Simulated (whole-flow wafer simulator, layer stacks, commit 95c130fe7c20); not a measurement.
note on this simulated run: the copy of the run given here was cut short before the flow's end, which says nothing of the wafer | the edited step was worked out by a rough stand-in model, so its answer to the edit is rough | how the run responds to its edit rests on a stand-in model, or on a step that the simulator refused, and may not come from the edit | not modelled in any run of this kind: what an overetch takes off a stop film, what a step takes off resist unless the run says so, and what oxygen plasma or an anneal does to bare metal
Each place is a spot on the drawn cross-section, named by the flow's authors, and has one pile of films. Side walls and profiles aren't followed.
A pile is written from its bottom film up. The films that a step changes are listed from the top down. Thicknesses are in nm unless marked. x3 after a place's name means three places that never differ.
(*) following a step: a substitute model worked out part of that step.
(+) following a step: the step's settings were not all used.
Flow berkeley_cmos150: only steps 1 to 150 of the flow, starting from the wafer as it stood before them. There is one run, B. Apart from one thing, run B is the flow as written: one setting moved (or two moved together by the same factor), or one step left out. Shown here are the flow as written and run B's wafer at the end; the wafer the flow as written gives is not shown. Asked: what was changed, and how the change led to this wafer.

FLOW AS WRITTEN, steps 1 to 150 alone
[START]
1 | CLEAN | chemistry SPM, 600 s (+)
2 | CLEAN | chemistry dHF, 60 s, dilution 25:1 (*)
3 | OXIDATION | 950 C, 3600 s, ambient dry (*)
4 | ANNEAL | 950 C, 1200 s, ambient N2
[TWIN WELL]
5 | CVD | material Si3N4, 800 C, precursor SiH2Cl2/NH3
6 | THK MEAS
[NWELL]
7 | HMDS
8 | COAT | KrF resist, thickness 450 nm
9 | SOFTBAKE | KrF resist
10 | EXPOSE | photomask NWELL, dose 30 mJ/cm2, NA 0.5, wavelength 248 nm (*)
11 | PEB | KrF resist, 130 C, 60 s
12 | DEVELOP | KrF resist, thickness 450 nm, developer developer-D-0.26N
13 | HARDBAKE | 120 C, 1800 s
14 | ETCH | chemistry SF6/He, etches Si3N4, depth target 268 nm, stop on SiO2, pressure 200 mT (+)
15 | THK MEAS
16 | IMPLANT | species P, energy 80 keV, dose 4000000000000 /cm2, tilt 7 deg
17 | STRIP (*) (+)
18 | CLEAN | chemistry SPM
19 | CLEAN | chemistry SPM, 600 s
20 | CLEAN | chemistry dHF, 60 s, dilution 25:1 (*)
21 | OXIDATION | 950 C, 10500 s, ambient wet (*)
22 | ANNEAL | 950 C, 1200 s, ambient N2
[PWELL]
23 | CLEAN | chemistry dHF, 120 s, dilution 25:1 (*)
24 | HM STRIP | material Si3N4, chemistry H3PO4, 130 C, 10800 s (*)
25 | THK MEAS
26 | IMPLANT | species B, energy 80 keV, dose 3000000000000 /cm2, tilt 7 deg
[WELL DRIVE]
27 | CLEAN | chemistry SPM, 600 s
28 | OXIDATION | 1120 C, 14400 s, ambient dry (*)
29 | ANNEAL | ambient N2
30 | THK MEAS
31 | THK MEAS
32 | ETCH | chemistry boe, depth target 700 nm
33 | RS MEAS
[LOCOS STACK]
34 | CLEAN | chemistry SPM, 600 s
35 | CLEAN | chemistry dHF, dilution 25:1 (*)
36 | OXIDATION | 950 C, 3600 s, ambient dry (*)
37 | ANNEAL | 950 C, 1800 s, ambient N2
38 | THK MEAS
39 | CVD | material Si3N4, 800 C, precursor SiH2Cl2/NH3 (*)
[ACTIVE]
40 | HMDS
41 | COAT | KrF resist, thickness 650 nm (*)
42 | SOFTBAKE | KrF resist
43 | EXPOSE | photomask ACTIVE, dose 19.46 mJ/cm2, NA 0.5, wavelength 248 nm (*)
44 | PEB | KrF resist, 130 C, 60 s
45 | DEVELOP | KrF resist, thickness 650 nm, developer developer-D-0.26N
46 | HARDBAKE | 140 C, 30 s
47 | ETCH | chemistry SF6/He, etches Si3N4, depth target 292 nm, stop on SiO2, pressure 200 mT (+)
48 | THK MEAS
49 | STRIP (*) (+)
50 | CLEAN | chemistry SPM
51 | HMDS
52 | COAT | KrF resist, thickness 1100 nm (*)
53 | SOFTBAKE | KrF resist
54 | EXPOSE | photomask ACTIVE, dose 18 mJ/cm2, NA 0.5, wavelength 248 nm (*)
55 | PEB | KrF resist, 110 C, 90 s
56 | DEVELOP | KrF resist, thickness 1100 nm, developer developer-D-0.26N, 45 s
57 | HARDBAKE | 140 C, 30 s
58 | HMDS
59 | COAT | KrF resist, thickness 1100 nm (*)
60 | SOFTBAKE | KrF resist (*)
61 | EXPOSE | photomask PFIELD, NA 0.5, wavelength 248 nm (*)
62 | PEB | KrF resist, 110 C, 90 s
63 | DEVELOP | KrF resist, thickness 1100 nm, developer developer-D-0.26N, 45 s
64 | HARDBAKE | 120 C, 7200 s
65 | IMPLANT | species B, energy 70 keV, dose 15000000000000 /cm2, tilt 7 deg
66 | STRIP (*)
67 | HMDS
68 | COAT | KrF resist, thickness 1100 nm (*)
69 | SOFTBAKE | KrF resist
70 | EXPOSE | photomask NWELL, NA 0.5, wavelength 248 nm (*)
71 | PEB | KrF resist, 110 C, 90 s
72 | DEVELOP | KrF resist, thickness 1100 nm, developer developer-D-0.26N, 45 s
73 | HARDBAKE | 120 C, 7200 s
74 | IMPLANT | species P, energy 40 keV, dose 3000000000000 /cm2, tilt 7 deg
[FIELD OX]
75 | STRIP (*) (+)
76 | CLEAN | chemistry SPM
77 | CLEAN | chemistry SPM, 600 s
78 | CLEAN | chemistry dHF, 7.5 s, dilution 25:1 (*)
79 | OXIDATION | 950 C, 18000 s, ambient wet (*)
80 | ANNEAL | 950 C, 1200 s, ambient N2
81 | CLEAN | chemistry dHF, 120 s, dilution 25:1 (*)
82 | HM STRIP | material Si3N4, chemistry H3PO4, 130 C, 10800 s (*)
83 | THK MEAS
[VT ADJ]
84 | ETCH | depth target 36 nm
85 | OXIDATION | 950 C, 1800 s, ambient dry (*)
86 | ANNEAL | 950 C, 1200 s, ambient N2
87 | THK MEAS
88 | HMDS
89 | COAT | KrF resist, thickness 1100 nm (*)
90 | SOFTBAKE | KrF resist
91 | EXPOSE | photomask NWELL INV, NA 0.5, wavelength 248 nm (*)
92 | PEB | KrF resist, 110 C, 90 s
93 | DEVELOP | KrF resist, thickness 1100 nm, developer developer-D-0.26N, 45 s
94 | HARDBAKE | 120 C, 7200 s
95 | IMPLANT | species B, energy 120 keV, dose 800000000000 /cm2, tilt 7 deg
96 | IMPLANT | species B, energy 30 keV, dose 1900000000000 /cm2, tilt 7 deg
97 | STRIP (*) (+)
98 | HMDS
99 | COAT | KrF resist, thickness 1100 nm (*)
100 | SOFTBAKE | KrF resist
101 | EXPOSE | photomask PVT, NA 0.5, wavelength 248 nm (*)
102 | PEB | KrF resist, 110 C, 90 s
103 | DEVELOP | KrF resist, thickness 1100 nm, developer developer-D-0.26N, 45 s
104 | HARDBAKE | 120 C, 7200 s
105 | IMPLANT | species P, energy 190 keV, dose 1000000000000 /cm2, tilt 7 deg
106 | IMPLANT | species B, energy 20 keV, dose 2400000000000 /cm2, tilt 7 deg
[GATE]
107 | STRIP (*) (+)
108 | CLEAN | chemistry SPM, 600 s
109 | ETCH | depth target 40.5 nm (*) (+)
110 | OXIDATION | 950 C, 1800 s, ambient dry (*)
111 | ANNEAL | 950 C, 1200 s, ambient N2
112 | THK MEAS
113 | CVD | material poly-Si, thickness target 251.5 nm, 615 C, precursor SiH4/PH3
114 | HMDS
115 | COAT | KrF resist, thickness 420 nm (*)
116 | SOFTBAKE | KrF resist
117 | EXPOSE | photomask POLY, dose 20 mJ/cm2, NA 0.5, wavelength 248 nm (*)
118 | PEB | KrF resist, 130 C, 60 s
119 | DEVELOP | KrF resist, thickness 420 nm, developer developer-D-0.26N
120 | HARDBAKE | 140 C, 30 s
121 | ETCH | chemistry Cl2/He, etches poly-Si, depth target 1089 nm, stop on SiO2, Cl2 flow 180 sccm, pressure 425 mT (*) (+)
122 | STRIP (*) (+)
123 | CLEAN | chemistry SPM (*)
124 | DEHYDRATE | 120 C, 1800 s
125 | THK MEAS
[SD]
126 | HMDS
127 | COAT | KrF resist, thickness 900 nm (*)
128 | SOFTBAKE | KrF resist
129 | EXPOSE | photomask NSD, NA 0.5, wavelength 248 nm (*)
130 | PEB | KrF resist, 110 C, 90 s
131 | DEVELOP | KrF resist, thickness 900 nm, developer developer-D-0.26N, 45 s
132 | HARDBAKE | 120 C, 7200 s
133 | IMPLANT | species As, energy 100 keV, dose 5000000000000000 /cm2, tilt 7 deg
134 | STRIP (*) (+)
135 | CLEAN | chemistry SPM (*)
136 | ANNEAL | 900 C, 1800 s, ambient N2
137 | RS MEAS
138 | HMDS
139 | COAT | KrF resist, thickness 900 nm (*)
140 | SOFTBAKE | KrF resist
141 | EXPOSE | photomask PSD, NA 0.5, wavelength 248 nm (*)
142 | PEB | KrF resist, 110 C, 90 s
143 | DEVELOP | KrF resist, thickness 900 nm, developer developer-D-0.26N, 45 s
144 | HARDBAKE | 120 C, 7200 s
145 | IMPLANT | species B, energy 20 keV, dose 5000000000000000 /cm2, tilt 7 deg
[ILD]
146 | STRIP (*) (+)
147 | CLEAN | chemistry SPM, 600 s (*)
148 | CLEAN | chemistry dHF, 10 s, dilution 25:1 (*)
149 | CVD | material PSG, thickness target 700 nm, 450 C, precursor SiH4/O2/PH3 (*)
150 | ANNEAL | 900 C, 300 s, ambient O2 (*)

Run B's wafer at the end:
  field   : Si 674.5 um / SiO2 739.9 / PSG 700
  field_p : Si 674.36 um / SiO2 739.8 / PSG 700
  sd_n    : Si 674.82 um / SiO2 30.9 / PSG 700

What caused this: step 79, OXIDATION: 998 C was run, while the flow as written has 950 C.

How this came from the change, step by step:
  79 | OXIDATION | 950 C, 18000 s, ambient wet (*)
      gate_n, sd_p, gate_p, contact, m1: +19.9 SiO2 (new film), -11 Si3N4 (as written it would have been: +10.3 SiO2 (new film), -5.7 Si3N4)
      field: +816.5 SiO2, -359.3 Si (as written it would have been: +598.1 SiO2, -263.1 Si)
      (and at 2 other places as well)
  81 | CLEAN | chemistry dHF, 120 s, dilution 25:1 (*)
      sd_n, gate_n, sd_p, gate_p, contact, m1: -19.9 SiO2 (all of it), -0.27 Si3N4 (as written it would have been: -10.3 SiO2 (all of it), -1.11 Si3N4)
  82 | HM STRIP | material Si3N4, chemistry H3PO4, 130 C, 10800 s (*)
      sd_n, gate_n, contact, m1: -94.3 Si3N4 (all of it), -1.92 SiO2 (as written it would have been: -98.7 Si3N4 (all of it), -1.88 SiO2)
      sd_p, gate_p: -94.2 Si3N4 (all of it), -1.92 SiO2 (as written it would have been: -98.6 Si3N4 (all of it), -1.88 SiO2)
  85 | OXIDATION | 950 C, 1800 s, ambient dry (*)
      field, field_p: +1.79 SiO2, -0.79 Si (as written it would have been: +2.35 SiO2, -1.04 Si)
      sd_n: +8.51 SiO2, -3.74 Si (as written it would have been: +12.2 SiO2, -5.35 Si)
  89 | COAT | KrF resist, thickness 1100 nm (*)
      field: +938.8 KrF resist (new film) (as written it would have been: +976.2 KrF resist (new film))
      field_p: +1049.8 KrF resist (new film) (as written it would have been: +1087.8 KrF resist (new film))
      (and at 6 other places as well)
  92 | PEB | KrF resist, 110 C, 90 s
      m1: -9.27 KrF resist (as written it would have been: -8.76 KrF resist)
  93 | DEVELOP | KrF resist, thickness 1100 nm, developer developer-D-0.26N, 45 s
      field: -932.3 KrF resist (all of it) (as written it would have been: -969.5 KrF resist (all of it))
      sd_n: -1294.9 KrF resist (all of it) (as written it would have been: -1234.3 KrF resist (all of it))
      (and at 2 other places as well)
  94 | HARDBAKE | 120 C, 7200 s
      field_p: -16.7 KrF resist (as written it would have been: -17.4 KrF resist)
      sd_p: -22.5 KrF resist (as written it would have been: -21.4 KrF resist)
      (and at 2 other places as well)
  97 | STRIP (*) (+)
      field_p: -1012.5 KrF resist (all of it) (as written it would have been: -1049.6 KrF resist (all of it))
      sd_p: -1334.8 KrF resist (all of it) (as written it would have been: -1273.5 KrF resist (all of it))
      (and at 2 other places as well)
  99 | COAT | KrF resist, thickness 1100 nm (*)
      field: +938.8 KrF resist (new film) (as written it would have been: +976.2 KrF resist (new film))
      field_p: +1049.8 KrF resist (new film) (as written it would have been: +1087.8 KrF resist (new film))
      (and at 6 other places as well)
  102 | PEB | KrF resist, 110 C, 90 s
      m1: -9.27 KrF resist (as written it would have been: -8.76 KrF resist)
  103 | DEVELOP | KrF resist, thickness 1100 nm, developer developer-D-0.26N, 45 s
      sd_p: -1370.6 KrF resist (all of it) (as written it would have been: -1308.2 KrF resist (all of it))
      gate_p: -1333.6 KrF resist (all of it) (as written it would have been: -1282.6 KrF resist (all of it))
  104 | HARDBAKE | 120 C, 7200 s
      field: -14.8 KrF resist (as written it would have been: -15.4 KrF resist)
      field_p: -16.7 KrF resist (as written it would have been: -17.4 KrF resist)
      (and at 4 other places as well)
  107 | STRIP (*) (+)
      field: -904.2 KrF resist (all of it) (as written it would have been: -940.7 KrF resist (all of it))
      field_p: -1012.5 KrF resist (all of it) (as written it would have been: -1049.6 KrF resist (all of it))
      (and at 4 other places as well)
  109 | ETCH | depth target 40.5 nm (*) (+)
      sd_n: -40.5 SiO2 (as written it would have been: -40.4 SiO2 (all of it))
  110 | OXIDATION | 950 C, 1800 s, ambient dry (*)
      sd_n: +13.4 SiO2, -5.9 Si (as written it would have been: +20.4 SiO2 (new film), -8.98 Si)
      field, field_p: +1.87 SiO2, -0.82 Si (as written it would have been: +2.49 SiO2, -1.09 Si)
  ... another 12 steps ...
  149 | CVD | material PSG, thickness target 700 nm, 450 C, precursor SiH4/O2/PH3 (*)
      sd_p: +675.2 PSG (new film) (as written it would have been: +639.5 PSG (new film))
